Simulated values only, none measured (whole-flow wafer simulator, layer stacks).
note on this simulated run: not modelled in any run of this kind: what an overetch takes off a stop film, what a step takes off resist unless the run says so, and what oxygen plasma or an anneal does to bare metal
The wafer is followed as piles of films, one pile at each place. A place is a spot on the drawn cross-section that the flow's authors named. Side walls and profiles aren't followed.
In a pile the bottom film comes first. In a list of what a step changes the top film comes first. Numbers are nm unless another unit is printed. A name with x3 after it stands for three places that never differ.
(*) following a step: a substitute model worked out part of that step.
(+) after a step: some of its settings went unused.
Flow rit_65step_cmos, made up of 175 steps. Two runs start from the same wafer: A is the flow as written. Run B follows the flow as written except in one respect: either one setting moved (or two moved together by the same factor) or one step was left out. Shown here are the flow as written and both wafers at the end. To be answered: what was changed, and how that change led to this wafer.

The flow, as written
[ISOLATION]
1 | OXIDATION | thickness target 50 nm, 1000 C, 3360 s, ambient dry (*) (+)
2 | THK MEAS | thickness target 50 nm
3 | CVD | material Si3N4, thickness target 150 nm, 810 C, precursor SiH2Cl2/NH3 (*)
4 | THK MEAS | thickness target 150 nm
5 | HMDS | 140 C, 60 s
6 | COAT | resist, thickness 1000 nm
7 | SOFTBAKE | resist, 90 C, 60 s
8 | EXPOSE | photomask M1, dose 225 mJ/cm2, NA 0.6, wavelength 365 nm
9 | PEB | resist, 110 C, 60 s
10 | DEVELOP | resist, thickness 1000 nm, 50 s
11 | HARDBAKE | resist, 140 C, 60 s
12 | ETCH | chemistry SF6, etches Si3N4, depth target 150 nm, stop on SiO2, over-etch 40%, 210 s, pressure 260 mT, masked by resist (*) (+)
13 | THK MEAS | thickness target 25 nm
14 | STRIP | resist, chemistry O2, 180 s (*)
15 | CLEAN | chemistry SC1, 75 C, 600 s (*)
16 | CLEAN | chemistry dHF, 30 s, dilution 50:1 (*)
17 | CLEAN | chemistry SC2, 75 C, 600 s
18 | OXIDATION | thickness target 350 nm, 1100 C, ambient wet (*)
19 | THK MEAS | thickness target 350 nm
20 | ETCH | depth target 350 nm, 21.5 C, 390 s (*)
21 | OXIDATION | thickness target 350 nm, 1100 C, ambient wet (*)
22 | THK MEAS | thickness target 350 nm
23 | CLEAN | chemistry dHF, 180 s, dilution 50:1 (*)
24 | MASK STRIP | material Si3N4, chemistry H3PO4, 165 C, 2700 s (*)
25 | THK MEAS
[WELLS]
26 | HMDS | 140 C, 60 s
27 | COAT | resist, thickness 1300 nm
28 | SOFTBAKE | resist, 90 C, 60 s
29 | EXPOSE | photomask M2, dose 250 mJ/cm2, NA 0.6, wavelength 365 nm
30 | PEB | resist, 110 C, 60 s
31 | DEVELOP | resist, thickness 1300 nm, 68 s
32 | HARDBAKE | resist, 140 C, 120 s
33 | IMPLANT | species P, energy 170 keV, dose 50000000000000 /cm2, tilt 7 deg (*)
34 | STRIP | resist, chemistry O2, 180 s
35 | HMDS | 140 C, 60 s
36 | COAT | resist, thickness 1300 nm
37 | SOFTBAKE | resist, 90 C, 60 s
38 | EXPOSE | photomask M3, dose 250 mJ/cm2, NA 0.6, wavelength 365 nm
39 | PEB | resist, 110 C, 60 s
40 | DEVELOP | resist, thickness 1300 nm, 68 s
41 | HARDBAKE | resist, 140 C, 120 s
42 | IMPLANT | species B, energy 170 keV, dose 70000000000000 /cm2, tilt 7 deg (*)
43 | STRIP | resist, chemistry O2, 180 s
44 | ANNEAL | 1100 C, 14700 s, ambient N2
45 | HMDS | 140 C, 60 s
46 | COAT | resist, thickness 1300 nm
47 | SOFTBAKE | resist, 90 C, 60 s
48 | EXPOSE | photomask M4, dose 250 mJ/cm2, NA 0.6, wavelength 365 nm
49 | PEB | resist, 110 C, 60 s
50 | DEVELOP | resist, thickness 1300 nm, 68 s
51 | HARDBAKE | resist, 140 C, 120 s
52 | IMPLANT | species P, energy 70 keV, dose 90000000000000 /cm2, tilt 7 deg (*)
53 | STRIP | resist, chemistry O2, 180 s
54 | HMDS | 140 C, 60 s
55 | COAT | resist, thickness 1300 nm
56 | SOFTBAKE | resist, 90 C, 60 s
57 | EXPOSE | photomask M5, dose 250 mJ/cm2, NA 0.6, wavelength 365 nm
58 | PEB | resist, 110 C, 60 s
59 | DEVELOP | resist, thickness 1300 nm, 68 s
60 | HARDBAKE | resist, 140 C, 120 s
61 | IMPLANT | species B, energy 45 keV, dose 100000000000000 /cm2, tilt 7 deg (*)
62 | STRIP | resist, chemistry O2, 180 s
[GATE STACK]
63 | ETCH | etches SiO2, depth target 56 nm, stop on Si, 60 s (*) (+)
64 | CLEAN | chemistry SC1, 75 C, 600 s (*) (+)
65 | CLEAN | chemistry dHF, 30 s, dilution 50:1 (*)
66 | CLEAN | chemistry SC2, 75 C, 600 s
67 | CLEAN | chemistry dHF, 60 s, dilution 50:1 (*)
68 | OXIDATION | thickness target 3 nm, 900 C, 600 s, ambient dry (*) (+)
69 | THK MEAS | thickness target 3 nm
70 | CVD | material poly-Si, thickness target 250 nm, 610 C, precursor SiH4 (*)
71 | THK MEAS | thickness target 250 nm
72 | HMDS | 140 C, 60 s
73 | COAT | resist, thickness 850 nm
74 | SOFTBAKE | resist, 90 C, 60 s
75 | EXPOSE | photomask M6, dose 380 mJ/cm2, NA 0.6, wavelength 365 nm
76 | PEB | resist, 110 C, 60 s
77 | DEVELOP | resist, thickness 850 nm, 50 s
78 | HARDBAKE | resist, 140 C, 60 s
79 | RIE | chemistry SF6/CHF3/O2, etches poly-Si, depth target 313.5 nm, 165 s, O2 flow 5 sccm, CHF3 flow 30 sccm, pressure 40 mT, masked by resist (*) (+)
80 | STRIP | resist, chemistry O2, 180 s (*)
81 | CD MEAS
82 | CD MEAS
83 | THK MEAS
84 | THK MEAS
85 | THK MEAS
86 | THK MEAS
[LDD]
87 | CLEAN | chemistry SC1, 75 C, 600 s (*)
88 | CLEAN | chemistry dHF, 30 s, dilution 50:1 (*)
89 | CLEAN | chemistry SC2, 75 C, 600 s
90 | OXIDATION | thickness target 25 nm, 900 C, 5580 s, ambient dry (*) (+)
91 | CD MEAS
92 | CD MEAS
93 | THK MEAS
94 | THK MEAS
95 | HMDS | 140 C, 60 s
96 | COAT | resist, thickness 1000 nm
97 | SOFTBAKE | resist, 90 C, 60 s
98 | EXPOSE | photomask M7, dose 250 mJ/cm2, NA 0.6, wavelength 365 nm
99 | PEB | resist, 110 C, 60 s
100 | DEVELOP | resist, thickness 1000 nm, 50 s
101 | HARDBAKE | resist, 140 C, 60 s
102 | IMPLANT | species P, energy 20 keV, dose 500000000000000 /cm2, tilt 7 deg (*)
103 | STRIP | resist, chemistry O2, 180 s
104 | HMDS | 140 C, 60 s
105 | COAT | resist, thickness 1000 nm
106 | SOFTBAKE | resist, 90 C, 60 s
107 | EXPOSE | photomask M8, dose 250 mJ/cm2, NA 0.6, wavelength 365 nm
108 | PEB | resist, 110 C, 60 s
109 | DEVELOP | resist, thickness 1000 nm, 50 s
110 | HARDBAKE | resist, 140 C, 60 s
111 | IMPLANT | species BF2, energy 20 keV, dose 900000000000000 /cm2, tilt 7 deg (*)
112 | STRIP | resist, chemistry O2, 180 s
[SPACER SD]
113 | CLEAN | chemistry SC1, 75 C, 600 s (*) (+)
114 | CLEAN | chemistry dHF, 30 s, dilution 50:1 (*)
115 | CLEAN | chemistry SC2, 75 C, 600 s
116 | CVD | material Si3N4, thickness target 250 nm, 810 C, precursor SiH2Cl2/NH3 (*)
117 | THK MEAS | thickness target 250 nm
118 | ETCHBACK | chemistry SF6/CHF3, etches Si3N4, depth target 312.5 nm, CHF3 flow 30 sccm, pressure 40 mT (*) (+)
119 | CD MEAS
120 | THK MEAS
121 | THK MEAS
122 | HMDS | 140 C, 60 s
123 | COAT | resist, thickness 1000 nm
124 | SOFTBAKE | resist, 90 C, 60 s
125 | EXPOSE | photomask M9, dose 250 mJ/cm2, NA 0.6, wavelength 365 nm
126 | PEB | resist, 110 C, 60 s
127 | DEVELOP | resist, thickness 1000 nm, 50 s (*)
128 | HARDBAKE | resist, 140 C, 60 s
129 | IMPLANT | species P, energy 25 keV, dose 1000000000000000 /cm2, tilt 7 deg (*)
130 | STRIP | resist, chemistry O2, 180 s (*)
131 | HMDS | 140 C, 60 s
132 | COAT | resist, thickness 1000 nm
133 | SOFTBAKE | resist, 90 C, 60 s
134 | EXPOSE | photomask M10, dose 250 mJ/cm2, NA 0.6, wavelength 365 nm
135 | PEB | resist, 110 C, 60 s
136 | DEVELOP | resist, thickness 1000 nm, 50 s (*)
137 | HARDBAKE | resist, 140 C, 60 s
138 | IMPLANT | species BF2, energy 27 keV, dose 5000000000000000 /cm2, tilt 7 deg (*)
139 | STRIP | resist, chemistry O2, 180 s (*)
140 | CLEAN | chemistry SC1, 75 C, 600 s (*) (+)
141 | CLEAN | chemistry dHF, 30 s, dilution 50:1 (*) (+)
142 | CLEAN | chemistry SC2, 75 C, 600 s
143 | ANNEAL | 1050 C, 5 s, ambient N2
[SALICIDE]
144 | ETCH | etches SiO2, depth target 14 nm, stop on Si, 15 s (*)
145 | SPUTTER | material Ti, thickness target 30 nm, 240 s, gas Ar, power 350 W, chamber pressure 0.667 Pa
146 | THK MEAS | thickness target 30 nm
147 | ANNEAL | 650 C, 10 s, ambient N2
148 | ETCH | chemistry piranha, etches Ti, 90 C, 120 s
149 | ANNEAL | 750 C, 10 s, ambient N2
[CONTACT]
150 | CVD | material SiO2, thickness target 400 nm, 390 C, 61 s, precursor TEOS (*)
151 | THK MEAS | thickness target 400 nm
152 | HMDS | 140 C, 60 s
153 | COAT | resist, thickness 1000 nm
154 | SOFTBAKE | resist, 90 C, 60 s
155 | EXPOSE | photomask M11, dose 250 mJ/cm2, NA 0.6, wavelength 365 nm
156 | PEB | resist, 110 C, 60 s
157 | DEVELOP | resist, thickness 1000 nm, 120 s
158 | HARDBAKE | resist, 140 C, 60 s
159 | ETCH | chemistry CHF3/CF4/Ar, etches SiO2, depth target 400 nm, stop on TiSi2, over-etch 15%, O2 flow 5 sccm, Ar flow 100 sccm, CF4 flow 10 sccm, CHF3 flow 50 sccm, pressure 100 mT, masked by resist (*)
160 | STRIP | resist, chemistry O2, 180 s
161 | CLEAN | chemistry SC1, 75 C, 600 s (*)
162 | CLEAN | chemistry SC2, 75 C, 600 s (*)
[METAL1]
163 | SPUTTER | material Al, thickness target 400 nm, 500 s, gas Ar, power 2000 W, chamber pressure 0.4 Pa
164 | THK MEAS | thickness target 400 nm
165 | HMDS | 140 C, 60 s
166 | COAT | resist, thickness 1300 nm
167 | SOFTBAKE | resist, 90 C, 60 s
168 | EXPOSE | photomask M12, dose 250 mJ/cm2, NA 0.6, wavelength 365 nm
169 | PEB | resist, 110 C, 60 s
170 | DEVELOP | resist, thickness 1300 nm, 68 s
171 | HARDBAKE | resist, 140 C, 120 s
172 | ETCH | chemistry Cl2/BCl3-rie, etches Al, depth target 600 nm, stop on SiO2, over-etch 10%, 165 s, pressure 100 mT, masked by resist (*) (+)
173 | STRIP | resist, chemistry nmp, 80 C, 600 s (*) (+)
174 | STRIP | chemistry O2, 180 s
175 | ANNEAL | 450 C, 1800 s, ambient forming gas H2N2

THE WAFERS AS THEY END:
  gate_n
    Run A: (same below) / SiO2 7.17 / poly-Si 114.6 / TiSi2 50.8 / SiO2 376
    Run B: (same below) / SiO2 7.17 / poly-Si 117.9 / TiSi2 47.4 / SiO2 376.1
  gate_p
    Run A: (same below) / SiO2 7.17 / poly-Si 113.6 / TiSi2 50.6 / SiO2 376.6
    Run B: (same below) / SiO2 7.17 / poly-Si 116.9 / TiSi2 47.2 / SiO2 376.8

The reason: step 145, SPUTTER: thickness target 28 nm was run, whereas the flow has thickness target 30 nm.

The path from the change to this, step by step:
  145 | SPUTTER | material Ti, thickness target 30 nm, 240 s, gas Ar, power 350 W, chamber pressure 0.667 Pa
      field, field_pw, field_nw, field_p, spacer, spacer_p: A +30 Ti (new film) | B +28 Ti (new film)
      gate_n: A +27.3 Ti (new film) | B +25.4 Ti (new film)
      (as well as at 1 more place)
  147 | ANNEAL | 650 C, 10 s, ambient N2
      gate_n: A -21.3 Ti, +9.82 TiSi first (new film), +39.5 TiSi2 C49 (new film), -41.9 poly-Si | B -19.9 Ti, +6.09 TiSi first (new film), +41.4 TiSi2 C49 (new film), -41.2 poly-Si
      gate_p: A -21.2 Ti, +9.56 TiSi first (new film), +39.6 TiSi2 C49 (new film), -41.9 poly-Si | B -19.8 Ti, +5.86 TiSi first (new film), +41.5 TiSi2 C49 (new film), -41.1 poly-Si
  148 | ETCH | chemistry piranha, etches Ti, 90 C, 120 s
      field, field_pw, field_nw, field_p, spacer, spacer_p: A -30 Ti (all of it) | B -28 Ti (all of it)
  149 | ANNEAL | 750 C, 10 s, ambient N2
      gate_n: A +50.8 TiSi2 (new film), -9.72 TiSi first (all of it), -39.5 TiSi2 C49 (all of it), -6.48 poly-Si | B +47.4 TiSi2 (new film), -5.98 TiSi first (all of it), -41.4 TiSi2 C49 (all of it), -3.99 poly-Si
      gate_p: A +50.6 TiSi2 (new film), -9.46 TiSi first (all of it), -39.6 TiSi2 C49 (all of it), -6.31 poly-Si | B +47.2 TiSi2 (new film), -5.76 TiSi first (all of it), -41.5 TiSi2 C49 (all of it), -3.84 poly-Si
